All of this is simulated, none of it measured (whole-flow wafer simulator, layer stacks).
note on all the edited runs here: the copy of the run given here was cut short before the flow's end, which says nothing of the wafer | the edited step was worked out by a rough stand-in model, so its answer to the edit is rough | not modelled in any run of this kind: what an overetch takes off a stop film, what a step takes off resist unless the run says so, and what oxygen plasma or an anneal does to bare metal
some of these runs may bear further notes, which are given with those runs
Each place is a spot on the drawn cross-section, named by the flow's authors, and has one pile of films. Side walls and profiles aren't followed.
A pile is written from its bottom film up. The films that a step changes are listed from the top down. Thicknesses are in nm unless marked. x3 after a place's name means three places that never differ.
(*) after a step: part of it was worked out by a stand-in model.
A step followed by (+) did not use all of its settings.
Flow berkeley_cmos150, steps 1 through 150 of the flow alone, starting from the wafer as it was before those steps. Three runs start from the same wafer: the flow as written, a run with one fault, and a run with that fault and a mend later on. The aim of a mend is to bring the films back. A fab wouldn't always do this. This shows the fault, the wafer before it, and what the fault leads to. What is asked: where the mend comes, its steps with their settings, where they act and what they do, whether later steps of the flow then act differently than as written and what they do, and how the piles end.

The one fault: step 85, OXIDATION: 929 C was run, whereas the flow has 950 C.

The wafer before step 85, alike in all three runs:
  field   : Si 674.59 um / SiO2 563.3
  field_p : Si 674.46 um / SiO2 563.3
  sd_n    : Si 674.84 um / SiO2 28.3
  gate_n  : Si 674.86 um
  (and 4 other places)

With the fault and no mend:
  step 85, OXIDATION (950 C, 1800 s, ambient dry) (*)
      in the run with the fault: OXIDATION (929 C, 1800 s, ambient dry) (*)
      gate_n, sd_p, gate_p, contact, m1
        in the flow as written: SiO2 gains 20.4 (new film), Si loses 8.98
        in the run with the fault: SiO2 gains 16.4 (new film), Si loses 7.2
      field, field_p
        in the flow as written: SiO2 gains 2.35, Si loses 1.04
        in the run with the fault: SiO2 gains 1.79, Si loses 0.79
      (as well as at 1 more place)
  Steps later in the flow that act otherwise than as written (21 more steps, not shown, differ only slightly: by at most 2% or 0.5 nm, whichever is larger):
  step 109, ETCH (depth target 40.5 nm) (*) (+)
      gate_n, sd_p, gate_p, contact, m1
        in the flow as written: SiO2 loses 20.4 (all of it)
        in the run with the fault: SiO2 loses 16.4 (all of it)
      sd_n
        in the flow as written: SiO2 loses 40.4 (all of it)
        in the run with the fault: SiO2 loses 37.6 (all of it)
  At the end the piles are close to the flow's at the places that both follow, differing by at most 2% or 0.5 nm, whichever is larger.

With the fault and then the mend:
  After step 94 comes the mend.
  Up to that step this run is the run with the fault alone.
  step 94a, STRIP (*) (+)
      field_p
        KrF resist loses 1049 (all of it)
      sd_p
        KrF resist loses 1274.5 (all of it)
      gate_p
        KrF resist loses 1249.2 (all of it)
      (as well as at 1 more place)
  step 94b, CLEAN (chemistry SPM, 600 s) (the flow's step 77, run once more)
      does not change any film at any place that is followed
  step 94c, OXIDATION (950 C, 440 s, ambient dry) (*) (the flow's step 85, run once more with other settings)
      gate_n, sd_p, gate_p, contact, m1
        SiO2 gains 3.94, Si loses 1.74
      field, field_p
        SiO2 gains 0.57, Si loses 0.25
      sd_n
        SiO2 gains 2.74, Si loses 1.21
  step 94d, HMDS (the flow's step 88, run once more)
      does not change any film at any place that is followed
  step 94e, COAT (KrF resist, thickness 1100 nm) (*) (the flow's step 89, run once more)
      field
        KrF resist gains 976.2 (new film)
      field_p
        KrF resist gains 1087.8 (new film)
      sd_n
        KrF resist gains 1243 (new film)
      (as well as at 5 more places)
  step 94f, SOFTBAKE (KrF resist) (the flow's step 90, run once more)
      does not change any film at any place that is followed
  step 94g, EXPOSE (photomask NWELL INV, NA 0.5, wavelength 248 nm) (*) (the flow's step 91, run once more)
      does not change any film at any place that is followed
  step 94h, PEB (KrF resist, 110 C, 90 s) (the flow's step 92, run once more)
      field
        KrF resist loses 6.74
      field_p
        KrF resist loses 7.53
      sd_n
        KrF resist loses 8.63
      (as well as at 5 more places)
  step 94i, DEVELOP (KrF resist, thickness 1100 nm, developer developer-D-0.26N, 45 s) (the flow's step 93, run once more)
      field_p, sd_p, gate_p, m1
        KrF resist loses 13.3
      field
        KrF resist loses 969.5 (all of it)
      sd_n
        KrF resist loses 1234.3 (all of it)
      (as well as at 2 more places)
  step 94j, HARDBAKE (120 C, 7200 s) (the flow's step 94, run once more)
      field_p
        KrF resist loses 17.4
      sd_p
        KrF resist loses 21.4
      gate_p
        KrF resist loses 20.9
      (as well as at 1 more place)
  None of the later steps of the flow differs from how it acts as written, at any place that is followed, by more than 2% or 0.5 nm, whichever is larger.
  At the end the piles are close to the flow's at the places that both follow, differing by at most 2% or 0.5 nm, whichever is larger.
